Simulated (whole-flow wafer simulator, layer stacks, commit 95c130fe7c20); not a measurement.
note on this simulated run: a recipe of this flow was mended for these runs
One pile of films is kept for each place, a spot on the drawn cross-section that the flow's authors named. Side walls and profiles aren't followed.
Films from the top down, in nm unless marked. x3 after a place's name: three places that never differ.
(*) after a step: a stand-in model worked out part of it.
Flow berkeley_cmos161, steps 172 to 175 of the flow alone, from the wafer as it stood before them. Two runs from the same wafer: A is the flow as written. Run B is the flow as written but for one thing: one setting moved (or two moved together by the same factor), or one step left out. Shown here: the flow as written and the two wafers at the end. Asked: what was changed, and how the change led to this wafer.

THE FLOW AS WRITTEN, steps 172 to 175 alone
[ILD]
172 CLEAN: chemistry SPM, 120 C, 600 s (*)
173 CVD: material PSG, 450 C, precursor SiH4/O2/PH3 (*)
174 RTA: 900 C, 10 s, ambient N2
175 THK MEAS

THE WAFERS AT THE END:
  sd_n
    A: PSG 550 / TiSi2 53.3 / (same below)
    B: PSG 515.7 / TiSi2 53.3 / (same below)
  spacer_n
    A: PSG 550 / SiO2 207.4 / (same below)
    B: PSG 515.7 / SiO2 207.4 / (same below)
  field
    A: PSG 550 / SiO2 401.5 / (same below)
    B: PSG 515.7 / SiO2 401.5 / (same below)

The cause: step 173, CVD: 440 C was run, where the flow has 450 C.

How the change led to this, step by step:
  173 CVD: material PSG, 450 C, precursor SiH4/O2/PH3 (*)
      field, sd_n, spacer_n, gate_n, spacer_p, gate_p, contact x2: A PSG +550 (new film) | B PSG +515.7 (new film)
      sd_p: A PSG +522.4 (new film) | B PSG +490.2 (new film)
